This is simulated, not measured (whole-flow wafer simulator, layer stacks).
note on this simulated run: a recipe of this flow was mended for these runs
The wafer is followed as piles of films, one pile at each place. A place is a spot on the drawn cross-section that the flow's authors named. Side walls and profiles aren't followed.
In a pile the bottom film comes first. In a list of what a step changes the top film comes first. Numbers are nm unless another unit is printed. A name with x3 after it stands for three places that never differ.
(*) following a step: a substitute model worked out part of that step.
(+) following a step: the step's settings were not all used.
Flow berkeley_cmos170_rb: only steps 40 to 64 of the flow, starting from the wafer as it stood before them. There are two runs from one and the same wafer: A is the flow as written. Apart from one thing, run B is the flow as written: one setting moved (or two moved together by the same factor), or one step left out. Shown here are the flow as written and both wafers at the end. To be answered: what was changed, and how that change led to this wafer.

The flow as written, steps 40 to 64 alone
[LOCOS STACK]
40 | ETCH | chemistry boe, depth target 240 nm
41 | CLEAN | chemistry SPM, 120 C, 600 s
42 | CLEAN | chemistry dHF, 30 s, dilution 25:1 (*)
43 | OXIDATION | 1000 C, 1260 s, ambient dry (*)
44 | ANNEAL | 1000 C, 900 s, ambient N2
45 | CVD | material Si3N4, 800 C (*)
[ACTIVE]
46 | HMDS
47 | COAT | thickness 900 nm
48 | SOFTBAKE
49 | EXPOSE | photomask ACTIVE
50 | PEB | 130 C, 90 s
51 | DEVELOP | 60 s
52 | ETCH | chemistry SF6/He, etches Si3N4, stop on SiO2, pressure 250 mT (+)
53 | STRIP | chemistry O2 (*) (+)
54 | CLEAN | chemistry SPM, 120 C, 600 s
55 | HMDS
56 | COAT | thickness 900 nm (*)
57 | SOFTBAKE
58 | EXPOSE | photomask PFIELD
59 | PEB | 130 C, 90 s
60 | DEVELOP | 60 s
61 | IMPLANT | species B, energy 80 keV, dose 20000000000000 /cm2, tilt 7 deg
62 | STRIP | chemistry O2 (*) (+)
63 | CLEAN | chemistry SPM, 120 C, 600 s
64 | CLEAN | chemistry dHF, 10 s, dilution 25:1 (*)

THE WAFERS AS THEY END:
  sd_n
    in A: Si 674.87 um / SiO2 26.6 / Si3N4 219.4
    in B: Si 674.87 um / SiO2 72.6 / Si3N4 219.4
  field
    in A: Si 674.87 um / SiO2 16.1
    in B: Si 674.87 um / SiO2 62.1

What caused this: step 40, ETCH: depth target 134 nm was run, whereas the flow has depth target 240 nm.

How this came from the change, step by step:
  40 | ETCH | chemistry boe, depth target 240 nm
      field, sd_n, spacer_n and 6 more: A SiO2 loses 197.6 (all of it) | B SiO2 loses 134
  41 | CLEAN | chemistry SPM, 120 C, 600 s
      field, sd_n, spacer_n and 6 more: A chemical SiO2 gains 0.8 (new film), Si loses 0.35 | B nothing
  42 | CLEAN | chemistry dHF, 30 s, dilution 25:1 (*)
      field, sd_n, spacer_n and 6 more: A chemical SiO2 loses 0.8 (all of it) | B SiO2 loses 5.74
  43 | OXIDATION | 1000 C, 1260 s, ambient dry (*)
      field, sd_n, spacer_n and 6 more: A SiO2 gains 26.6 (new film), Si loses 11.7 | B SiO2 gains 14.6, Si loses 6.44
